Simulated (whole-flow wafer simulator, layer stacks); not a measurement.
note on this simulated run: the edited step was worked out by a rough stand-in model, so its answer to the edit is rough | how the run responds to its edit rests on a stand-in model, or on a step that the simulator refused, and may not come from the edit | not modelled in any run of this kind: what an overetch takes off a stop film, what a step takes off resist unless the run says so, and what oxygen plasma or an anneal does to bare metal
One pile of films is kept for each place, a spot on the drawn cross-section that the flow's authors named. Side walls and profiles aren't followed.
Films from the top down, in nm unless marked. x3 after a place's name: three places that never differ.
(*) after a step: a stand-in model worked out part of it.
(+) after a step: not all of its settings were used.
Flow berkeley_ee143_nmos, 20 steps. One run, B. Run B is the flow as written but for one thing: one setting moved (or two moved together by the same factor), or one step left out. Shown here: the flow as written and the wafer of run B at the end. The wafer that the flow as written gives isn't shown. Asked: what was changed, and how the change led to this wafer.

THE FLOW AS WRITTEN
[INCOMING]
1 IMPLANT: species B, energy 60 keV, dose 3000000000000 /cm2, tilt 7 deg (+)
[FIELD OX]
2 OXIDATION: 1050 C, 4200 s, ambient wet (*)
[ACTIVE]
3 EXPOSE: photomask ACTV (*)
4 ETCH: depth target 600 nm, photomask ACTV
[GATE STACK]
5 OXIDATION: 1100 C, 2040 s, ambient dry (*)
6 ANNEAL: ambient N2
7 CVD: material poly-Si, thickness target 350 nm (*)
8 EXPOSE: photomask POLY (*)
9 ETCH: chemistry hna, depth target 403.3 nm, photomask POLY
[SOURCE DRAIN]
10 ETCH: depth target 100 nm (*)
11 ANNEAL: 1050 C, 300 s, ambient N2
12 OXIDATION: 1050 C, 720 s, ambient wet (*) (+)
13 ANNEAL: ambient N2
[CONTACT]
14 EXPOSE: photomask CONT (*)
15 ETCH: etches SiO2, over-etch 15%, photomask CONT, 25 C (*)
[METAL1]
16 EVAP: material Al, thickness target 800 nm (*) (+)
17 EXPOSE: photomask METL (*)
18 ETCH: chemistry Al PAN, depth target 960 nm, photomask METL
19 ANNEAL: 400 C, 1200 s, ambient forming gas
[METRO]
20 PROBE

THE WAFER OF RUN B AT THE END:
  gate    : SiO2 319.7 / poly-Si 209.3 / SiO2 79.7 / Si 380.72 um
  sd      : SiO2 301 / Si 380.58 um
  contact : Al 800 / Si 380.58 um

The cause: step 12, OXIDATION: 1129 C was run, where the flow has 1050 C.

How the change led to this, step by step:
  12 OXIDATION: 1050 C, 720 s, ambient wet (*) (+)
      sd, contact: SiO2 +301 (new film), Si -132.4 (as written it would be: SiO2 +189.4 (new film), Si -83.4)
      gate: SiO2 +319.7 (new film), poly-Si -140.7 (as written it would be: SiO2 +217.6 (new film), poly-Si -95.7)
      (and at 1 more place)
  15 ETCH: etches SiO2, over-etch 15%, photomask CONT, 25 C (*)
      contact: SiO2 -301 (all of it) (as written it would be: SiO2 -189.4 (all of it))
